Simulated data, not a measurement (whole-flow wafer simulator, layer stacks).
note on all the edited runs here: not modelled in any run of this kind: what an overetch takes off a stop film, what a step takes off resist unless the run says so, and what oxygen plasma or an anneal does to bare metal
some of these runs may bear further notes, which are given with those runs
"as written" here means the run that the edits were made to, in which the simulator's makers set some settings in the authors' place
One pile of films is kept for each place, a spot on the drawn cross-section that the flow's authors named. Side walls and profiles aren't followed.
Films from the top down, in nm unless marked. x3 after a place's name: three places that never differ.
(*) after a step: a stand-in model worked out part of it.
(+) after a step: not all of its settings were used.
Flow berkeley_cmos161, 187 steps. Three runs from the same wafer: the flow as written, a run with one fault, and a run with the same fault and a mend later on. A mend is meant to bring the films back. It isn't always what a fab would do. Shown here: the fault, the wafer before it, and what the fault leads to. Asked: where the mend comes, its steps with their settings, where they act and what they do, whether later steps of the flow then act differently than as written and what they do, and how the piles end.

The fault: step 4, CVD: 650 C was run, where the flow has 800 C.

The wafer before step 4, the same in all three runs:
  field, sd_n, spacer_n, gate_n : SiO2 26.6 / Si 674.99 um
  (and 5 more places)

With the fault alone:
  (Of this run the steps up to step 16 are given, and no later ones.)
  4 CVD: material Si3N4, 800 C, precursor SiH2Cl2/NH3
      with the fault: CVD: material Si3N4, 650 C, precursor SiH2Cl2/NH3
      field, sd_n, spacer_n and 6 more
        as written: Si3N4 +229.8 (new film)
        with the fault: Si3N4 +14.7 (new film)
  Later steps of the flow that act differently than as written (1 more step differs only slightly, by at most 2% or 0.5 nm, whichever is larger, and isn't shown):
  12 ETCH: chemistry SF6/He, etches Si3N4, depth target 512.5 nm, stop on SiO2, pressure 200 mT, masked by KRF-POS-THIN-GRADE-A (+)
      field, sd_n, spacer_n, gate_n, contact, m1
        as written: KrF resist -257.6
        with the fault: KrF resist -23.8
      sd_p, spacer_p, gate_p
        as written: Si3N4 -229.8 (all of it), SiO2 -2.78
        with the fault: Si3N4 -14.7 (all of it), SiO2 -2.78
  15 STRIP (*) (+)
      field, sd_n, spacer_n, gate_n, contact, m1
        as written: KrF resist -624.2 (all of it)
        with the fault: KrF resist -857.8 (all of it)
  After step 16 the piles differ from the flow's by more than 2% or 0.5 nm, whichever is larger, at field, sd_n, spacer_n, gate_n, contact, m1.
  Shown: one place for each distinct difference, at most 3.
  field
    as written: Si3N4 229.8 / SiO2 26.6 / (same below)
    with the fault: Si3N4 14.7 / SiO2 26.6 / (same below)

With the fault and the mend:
  The mend comes after step 4.
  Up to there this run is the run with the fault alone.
  4a ETCH: chemistry h3po4, depth target 16.87 nm
      field, sd_n, spacer_n and 6 more
        Si3N4 -14.7 (all of it)
  4b CLEAN: chemistry SC1/SC2 (the flow's step 1 once more)
      changes no film at any place that is followed
  4c CVD: material Si3N4, 800 C, precursor SiH2Cl2/NH3 (the flow's step 4 once more)
      field, sd_n, spacer_n and 6 more
        Si3N4 +229.8 (new film)
  No later step of the flow acts differently than as written at any place that is followed.
  At the end the piles are the same as the flow's at every place that both follow.
